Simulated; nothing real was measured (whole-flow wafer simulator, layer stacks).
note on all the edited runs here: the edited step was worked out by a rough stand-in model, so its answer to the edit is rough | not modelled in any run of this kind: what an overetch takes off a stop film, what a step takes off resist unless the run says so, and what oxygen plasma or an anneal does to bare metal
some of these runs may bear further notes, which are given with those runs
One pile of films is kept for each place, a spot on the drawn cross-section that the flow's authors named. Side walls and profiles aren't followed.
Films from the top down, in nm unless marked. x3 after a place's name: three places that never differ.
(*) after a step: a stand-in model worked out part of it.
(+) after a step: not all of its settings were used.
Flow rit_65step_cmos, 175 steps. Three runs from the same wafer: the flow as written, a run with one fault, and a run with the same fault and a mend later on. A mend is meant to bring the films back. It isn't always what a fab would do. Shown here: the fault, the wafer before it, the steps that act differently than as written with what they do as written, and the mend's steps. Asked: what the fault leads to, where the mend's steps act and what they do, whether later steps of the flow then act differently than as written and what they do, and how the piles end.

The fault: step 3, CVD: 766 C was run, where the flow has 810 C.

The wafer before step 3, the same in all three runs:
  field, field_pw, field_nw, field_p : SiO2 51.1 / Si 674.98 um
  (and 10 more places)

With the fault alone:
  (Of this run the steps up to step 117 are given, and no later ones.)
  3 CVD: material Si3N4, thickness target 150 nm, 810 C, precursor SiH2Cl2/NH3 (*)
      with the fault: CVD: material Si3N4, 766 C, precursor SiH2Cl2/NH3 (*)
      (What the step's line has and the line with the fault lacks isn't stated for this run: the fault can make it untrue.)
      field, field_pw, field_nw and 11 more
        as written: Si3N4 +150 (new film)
        with the fault: Si3N4 +79 (new film)
  Later steps of the flow that act differently than as written (38 more steps differ only slightly, by at most 2% or 0.5 nm, whichever is larger, and aren't shown):
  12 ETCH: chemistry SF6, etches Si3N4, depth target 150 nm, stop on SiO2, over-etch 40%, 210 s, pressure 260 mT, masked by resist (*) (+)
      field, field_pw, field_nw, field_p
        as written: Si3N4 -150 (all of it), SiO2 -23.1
        with the fault: Si3N4 -79 (all of it), SiO2 -50.4
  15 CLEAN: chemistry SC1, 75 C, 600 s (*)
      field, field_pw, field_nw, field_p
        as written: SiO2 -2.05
        with the fault: chemical SiO2 +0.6 (new film), SiO2 -0.71 (all of it), Si -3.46
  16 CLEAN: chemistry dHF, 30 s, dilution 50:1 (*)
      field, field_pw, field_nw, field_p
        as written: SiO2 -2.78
        with the fault: chemical SiO2 -0.6 (all of it)
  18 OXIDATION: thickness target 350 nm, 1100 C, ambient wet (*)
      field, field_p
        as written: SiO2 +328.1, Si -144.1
        with the fault: SiO2 +347.5 (new film), chemical SiO2 -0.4 (all of it), Si -152.5
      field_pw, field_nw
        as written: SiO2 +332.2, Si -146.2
        with the fault: SiO2 +350 (new film), chemical SiO2 -0.4 (all of it), Si -153.8
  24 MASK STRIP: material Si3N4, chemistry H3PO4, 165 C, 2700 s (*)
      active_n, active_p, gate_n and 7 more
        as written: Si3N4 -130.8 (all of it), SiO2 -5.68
        with the fault: Si3N4 -59.8 (all of it), SiO2 -8.39
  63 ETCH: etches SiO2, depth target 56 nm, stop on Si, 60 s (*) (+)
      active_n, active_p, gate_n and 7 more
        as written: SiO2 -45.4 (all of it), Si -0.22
        with the fault: SiO2 -42.7 (all of it), Si -0.27
  After step 117 the piles differ from the flow's only slightly at the places that both follow, by at most 2% or 0.5 nm, whichever is larger.

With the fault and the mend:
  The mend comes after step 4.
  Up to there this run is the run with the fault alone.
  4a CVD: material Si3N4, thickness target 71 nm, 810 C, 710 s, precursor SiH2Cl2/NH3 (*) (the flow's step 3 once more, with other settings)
      field, field_pw, field_nw and 11 more
        Si3N4 +71
  No later step of the flow acts differently than as written, at any place that is followed, by more than 2% or 0.5 nm, whichever is larger.
  At the end the piles are the same as the flow's at every place that both follow.
